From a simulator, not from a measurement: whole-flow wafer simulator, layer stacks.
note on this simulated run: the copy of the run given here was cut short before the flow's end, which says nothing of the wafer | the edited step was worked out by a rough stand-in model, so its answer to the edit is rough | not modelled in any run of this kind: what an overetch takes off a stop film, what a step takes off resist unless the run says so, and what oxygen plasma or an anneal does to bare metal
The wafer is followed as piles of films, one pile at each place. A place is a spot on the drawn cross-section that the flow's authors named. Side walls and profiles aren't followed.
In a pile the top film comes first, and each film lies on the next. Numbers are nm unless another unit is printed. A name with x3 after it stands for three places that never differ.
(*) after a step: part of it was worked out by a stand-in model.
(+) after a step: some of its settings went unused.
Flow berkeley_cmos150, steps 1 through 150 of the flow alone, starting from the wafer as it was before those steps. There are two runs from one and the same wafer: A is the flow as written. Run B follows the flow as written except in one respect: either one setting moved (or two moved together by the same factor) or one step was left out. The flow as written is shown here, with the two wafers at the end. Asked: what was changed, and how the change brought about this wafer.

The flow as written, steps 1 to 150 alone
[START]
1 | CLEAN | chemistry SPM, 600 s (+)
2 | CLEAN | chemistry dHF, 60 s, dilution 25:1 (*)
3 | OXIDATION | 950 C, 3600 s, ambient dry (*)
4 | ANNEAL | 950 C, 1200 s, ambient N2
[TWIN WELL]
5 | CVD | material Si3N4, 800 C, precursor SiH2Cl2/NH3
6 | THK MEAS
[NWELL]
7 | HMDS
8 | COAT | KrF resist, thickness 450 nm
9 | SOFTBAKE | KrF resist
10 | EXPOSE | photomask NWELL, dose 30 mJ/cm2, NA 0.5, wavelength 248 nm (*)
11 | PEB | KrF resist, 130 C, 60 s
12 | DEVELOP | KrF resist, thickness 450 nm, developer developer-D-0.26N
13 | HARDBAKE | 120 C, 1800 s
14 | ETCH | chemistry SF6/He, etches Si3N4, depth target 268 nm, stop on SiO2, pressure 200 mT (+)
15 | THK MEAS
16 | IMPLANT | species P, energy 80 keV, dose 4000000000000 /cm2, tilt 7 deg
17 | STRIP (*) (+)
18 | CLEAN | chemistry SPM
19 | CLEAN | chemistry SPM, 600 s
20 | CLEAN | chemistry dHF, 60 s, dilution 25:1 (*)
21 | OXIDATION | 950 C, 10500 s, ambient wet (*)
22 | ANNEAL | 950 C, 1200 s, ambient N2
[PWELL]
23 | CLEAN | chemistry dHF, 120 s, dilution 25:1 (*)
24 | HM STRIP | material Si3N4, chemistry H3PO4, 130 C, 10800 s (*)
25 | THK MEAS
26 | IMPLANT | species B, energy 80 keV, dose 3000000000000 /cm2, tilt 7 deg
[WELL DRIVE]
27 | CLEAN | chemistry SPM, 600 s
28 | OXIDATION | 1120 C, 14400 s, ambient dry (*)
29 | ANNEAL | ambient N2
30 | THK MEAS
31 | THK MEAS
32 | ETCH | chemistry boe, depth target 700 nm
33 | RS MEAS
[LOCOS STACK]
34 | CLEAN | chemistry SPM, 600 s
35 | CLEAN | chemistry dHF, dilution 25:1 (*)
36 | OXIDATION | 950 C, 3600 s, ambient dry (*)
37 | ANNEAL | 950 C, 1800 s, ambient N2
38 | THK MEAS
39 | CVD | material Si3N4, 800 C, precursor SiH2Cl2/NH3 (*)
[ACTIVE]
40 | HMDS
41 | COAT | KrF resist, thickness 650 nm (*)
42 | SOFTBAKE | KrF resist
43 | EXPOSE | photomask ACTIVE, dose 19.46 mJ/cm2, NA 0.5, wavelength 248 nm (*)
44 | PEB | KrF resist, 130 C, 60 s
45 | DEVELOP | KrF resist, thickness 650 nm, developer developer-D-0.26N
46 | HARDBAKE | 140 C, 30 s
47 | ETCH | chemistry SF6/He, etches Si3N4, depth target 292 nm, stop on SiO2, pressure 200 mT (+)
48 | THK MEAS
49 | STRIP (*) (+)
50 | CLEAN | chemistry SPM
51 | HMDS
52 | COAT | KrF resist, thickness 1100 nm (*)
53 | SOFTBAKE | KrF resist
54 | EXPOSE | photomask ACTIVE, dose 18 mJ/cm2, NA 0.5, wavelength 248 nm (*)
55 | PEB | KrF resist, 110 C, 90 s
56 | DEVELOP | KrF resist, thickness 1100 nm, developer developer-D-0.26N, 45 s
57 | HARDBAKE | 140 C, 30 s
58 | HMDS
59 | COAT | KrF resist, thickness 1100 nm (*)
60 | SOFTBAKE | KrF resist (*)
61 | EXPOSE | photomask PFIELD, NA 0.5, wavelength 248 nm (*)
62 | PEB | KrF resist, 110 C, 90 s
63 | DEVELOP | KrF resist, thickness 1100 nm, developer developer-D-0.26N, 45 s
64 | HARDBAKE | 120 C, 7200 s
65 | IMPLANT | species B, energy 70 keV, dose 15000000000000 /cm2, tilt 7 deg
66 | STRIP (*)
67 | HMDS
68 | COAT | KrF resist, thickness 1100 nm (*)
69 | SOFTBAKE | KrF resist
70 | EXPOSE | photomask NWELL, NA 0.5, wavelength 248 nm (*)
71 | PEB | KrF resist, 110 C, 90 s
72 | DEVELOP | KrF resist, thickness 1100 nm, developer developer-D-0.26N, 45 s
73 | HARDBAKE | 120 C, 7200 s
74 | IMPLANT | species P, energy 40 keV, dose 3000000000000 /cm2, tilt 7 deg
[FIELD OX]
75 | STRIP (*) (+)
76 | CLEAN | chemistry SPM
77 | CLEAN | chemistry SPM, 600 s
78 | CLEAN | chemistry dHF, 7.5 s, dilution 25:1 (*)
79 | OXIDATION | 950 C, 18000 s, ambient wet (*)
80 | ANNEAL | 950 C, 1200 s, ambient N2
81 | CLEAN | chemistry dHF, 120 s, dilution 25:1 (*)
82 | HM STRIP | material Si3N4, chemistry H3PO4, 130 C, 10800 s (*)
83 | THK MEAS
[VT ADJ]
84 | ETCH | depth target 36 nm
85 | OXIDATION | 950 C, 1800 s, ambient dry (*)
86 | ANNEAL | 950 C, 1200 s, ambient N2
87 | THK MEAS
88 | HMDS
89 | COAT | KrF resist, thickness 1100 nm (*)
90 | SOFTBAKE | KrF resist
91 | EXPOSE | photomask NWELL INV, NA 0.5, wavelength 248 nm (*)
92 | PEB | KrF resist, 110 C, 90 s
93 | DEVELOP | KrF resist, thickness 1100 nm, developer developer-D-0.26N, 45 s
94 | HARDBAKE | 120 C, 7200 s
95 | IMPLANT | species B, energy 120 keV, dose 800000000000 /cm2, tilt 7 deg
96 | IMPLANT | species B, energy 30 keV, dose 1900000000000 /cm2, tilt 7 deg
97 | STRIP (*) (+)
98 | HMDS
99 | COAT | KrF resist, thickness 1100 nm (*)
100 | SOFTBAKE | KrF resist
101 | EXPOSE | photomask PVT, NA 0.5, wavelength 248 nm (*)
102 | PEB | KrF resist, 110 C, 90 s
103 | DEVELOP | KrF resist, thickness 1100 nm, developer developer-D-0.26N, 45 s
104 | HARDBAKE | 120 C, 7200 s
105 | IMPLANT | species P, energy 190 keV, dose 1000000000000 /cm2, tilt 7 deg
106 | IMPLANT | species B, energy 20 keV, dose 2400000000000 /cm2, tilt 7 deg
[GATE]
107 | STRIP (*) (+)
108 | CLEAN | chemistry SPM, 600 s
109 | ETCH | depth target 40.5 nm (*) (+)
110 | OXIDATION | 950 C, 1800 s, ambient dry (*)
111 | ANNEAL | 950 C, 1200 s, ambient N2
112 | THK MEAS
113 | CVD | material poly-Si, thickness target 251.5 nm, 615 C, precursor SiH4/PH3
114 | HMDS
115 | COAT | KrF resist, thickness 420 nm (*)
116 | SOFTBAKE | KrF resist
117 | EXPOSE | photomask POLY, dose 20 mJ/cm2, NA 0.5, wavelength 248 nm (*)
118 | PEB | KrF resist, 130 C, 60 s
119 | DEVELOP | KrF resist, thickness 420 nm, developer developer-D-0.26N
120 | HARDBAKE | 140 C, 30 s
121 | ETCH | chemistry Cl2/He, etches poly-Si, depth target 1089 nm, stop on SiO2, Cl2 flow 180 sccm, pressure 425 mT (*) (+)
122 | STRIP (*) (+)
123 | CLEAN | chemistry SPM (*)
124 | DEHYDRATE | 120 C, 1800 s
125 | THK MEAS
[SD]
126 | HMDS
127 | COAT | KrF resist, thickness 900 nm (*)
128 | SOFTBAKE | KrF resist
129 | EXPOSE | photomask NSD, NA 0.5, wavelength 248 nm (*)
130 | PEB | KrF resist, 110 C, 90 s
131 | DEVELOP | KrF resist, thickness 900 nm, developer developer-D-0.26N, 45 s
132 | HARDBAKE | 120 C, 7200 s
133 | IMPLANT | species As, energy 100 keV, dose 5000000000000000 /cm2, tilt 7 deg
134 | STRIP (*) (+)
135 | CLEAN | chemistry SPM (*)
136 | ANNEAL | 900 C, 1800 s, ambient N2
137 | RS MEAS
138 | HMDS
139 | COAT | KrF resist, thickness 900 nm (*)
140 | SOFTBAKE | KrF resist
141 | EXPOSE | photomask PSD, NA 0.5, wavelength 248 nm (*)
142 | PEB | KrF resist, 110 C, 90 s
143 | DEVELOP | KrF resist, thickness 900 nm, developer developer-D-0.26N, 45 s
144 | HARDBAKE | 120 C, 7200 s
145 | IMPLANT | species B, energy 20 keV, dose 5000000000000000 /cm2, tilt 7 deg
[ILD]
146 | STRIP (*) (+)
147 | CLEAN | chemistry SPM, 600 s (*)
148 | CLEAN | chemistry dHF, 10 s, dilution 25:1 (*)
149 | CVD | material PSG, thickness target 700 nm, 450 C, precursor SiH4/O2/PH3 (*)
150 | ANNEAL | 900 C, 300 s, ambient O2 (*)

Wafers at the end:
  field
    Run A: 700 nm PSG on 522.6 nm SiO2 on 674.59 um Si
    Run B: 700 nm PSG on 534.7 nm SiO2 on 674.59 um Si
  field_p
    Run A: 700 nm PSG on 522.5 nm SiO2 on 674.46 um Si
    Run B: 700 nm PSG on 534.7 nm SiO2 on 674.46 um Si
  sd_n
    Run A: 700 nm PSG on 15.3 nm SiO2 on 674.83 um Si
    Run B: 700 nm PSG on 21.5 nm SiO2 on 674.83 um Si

Cause: step 109, ETCH: depth target 28.3 nm was run, though the flow has depth target 40.5 nm.

Step by step, how the change led to this:
  109 | ETCH | depth target 40.5 nm (*) (+)
      sd_n: A SiO2 loses 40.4 (all of it) | B SiO2 loses 28.3
      field, field_p: A SiO2 loses 40.5 | B SiO2 loses 28.3
  110 | OXIDATION | 950 C, 1800 s, ambient dry (*)
      sd_n: A SiO2 gains 20.4 (new film), Si loses 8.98 | B SiO2 gains 14.5, Si loses 6.36
  122 | STRIP (*) (+)
      gate_n: A chemical SiO2 gains 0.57 (new film), KrF resist loses 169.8 (all of it), poly-Si loses 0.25 | B chemical SiO2 gains 0.57 (new film), KrF resist loses 174.6 (all of it), poly-Si loses 0.25
